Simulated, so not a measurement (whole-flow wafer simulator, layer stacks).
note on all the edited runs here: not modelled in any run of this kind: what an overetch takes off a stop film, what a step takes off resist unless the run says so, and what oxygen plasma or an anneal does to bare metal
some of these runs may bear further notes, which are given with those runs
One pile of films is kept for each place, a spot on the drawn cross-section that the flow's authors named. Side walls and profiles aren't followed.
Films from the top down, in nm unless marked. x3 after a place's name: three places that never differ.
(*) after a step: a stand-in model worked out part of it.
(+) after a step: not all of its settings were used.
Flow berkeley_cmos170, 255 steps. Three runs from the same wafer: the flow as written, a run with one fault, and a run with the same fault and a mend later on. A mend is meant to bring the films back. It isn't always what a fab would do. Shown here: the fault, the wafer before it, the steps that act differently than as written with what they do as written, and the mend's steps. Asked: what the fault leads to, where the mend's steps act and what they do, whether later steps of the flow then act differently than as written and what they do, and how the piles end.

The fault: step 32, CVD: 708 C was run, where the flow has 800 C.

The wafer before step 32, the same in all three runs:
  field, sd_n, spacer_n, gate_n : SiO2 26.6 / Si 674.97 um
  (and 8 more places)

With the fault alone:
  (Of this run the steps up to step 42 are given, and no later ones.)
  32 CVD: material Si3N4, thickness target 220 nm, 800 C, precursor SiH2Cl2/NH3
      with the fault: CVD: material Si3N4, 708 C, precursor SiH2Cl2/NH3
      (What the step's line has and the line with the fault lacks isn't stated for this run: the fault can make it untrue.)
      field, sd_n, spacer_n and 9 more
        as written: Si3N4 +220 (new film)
        with the fault: Si3N4 +52.2 (new film)
  Later steps of the flow that act differently than as written:
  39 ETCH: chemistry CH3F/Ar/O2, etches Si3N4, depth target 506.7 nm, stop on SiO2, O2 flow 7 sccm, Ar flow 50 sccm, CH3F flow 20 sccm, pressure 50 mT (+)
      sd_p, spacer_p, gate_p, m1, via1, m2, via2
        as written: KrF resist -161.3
        with the fault: KrF resist -49.5
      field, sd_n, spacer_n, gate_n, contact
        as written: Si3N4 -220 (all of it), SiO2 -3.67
        with the fault: Si3N4 -52.2 (all of it), SiO2 -3.67
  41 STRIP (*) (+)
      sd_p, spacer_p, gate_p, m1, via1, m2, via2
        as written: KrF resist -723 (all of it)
        with the fault: KrF resist -834.9 (all of it)
  After step 42 the piles differ from the flow's by more than 2% or 0.5 nm, whichever is larger, at sd_p, spacer_p, gate_p, m1, via1, m2, via2.
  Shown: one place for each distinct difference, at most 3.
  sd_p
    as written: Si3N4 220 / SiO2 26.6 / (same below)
    with the fault: Si3N4 52.2 / SiO2 26.6 / (same below)

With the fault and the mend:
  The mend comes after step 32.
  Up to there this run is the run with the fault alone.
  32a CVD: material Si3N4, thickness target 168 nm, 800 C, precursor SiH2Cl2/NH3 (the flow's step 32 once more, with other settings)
      field, sd_n, spacer_n and 9 more
        Si3N4 +168
  No later step of the flow acts differently than as written, at any place that is followed, by more than 2% or 0.5 nm, whichever is larger.
  At the end the piles are the same as the flow's at every place that both follow.
